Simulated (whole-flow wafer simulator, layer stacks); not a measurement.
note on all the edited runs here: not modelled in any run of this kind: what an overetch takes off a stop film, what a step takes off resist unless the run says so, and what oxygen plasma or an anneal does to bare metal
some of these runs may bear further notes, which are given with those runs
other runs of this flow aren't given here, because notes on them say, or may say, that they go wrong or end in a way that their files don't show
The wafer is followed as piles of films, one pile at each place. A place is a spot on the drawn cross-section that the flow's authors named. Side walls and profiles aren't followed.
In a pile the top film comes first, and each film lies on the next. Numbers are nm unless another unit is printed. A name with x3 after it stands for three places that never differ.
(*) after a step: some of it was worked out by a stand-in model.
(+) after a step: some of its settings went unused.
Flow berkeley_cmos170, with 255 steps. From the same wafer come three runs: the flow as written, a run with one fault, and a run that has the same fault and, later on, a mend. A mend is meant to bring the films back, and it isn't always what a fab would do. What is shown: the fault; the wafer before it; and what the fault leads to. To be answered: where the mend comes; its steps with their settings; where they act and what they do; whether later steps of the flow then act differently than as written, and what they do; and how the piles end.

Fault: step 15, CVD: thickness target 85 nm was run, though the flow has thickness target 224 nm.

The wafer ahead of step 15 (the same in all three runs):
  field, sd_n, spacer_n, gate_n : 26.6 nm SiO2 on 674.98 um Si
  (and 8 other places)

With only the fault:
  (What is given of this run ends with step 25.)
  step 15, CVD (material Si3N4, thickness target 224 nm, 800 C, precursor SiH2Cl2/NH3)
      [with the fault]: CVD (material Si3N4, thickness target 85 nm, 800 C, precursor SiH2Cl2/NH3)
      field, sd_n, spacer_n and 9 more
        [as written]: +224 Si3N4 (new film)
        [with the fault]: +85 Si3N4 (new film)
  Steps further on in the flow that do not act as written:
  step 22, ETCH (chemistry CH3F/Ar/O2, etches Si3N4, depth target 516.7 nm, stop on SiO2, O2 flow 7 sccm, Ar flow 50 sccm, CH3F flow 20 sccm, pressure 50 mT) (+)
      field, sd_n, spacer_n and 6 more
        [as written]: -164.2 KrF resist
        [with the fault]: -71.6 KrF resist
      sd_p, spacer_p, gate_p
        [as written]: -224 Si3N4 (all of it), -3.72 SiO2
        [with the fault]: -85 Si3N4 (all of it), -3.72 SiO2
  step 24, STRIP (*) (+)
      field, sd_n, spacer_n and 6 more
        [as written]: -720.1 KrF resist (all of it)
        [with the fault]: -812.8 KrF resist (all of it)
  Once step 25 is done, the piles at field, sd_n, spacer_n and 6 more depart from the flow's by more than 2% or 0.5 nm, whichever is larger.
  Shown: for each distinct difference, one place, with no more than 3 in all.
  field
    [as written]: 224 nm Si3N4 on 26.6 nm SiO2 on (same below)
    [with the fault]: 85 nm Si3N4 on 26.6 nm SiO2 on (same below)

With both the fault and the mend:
  The mend follows step 15.
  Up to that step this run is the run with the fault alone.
  step 15a, CVD (material Si3N4, thickness target 139 nm, 800 C, precursor SiH2Cl2/NH3) (the flow's step 15, run once more with other settings)
      field, sd_n, spacer_n and 9 more
        +139 Si3N4
  Later steps of the flow that are run all act as written at every place that is followed.
  At every place that both follow, the piles at the end match the flow's.
